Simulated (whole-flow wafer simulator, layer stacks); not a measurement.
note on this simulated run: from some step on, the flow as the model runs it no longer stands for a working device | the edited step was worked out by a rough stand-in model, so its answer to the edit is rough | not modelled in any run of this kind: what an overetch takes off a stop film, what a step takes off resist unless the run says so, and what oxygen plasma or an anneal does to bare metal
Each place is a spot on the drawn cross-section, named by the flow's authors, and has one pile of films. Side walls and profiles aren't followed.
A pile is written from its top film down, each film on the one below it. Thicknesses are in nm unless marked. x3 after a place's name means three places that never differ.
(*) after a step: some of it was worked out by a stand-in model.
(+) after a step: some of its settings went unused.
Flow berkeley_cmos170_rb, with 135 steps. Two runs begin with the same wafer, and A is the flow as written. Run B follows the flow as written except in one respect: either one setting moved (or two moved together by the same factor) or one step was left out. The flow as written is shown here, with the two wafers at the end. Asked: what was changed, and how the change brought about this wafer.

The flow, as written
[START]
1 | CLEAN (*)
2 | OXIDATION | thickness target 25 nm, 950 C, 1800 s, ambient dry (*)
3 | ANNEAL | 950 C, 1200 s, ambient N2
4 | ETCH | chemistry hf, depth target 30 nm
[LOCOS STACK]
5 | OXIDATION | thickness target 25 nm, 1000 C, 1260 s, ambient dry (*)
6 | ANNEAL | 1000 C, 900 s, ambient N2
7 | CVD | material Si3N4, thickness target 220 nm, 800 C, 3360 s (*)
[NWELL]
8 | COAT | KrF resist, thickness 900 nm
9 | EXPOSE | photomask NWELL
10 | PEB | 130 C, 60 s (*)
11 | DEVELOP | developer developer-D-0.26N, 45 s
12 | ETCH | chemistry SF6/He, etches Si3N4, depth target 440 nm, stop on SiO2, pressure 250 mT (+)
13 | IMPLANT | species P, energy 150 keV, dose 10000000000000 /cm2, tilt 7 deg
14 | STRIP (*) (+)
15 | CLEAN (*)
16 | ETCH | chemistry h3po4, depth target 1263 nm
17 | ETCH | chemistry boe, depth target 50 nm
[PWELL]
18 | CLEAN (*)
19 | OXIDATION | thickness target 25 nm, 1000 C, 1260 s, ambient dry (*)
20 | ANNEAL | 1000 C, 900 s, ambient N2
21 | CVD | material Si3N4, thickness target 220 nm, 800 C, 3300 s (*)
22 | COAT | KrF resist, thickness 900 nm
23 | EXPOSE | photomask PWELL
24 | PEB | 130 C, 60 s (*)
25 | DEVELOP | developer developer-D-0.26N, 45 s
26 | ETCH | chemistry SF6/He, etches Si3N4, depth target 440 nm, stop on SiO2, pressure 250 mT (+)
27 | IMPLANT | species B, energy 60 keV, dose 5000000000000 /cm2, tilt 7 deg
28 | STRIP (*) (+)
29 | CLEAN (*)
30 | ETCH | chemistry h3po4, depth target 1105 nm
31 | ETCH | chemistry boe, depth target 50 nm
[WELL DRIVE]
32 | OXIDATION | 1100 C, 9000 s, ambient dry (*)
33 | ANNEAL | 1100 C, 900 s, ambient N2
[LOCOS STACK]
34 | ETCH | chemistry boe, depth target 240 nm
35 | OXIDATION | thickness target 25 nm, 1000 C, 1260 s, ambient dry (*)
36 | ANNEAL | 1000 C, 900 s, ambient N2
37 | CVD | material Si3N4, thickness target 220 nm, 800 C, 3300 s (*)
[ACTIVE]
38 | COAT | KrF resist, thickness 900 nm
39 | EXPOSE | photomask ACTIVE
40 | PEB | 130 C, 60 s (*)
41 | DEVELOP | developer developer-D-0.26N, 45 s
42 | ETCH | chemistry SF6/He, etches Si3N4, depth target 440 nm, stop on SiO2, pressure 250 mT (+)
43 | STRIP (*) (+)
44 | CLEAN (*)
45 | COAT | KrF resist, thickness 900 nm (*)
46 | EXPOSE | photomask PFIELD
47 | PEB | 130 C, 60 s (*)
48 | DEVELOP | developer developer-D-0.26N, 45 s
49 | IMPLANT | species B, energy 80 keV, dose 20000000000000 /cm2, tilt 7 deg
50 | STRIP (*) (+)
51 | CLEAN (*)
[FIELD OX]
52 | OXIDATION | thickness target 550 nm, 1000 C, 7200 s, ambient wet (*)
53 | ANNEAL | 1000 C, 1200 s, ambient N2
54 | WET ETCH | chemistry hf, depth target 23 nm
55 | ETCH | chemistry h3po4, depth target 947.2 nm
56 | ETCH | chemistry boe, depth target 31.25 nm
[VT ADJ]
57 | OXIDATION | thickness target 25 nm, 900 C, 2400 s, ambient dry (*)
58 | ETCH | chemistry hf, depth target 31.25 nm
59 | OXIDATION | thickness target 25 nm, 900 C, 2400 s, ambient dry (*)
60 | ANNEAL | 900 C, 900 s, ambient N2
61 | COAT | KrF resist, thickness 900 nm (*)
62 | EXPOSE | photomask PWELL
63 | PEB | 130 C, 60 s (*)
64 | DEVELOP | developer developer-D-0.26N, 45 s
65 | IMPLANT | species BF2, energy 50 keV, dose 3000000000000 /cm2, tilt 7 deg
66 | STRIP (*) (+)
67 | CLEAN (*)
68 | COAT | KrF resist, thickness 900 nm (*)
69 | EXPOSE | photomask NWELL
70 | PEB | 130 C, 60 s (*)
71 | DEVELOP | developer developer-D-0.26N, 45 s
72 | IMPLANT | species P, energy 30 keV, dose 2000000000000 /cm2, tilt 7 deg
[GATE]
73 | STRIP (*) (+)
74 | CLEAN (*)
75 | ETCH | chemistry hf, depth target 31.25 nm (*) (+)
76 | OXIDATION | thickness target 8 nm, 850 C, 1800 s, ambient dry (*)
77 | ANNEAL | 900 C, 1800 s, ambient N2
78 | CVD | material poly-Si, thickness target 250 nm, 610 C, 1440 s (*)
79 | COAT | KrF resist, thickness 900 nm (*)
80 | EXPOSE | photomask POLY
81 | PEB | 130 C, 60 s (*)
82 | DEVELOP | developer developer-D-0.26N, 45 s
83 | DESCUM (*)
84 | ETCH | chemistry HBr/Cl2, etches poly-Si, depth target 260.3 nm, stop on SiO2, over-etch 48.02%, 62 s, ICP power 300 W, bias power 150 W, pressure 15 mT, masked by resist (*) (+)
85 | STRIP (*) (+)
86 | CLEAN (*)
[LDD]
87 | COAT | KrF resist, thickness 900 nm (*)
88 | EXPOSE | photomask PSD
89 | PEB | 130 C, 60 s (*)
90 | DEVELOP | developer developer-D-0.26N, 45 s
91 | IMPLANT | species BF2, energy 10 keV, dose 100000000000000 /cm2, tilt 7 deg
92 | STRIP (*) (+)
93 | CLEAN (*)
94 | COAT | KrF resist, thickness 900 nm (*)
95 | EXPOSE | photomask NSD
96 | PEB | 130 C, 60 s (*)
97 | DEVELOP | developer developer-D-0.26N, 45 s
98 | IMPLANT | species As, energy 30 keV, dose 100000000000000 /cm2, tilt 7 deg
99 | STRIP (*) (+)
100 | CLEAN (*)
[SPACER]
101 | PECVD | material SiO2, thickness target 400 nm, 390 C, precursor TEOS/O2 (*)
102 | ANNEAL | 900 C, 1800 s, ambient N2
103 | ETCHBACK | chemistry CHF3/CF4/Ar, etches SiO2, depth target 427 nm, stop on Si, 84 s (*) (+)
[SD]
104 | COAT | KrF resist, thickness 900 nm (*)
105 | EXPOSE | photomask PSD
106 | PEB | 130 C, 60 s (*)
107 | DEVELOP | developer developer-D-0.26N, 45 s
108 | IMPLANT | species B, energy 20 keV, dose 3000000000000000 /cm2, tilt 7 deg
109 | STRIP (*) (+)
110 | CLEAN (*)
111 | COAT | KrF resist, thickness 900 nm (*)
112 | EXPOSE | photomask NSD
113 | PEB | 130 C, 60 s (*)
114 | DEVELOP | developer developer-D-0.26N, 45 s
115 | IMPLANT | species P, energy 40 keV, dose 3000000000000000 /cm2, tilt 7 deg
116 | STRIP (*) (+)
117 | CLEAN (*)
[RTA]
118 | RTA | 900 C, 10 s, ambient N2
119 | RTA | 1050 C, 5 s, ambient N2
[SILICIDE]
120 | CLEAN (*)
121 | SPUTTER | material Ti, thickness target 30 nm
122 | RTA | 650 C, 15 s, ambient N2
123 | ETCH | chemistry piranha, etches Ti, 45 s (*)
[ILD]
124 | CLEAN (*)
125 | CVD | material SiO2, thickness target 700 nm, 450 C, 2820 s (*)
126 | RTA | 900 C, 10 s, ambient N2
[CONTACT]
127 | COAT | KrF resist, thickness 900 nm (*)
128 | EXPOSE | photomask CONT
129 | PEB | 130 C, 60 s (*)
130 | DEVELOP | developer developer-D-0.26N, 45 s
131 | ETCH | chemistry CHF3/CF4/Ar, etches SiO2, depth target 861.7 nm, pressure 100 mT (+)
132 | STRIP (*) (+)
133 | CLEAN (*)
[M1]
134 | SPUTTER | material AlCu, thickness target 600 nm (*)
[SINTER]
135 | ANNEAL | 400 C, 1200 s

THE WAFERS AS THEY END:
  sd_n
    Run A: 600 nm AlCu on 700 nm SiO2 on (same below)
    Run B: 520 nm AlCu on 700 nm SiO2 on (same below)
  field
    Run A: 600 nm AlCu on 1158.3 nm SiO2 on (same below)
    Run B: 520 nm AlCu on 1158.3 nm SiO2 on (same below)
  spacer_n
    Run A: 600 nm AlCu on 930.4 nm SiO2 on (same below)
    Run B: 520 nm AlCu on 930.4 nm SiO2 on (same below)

The reason: step 134, SPUTTER: thickness target 520 nm was run, while the flow as written has thickness target 600 nm.
The wafer itself shows it: sd_n has AlCu 520, and step 134 as written asks for 600 nm.

Step by step, how the change led to this:
  134 | SPUTTER | material AlCu, thickness target 600 nm (*)
      field, sd_n, spacer_n, gate, spacer_p, gate_p, m1: A AlCu gains 600 (new film) | B AlCu gains 520 (new film)
      sd_p: A AlCu gains 545.9 (new film) | B AlCu gains 469.9 (new film)
      (and at 1 other place as well)
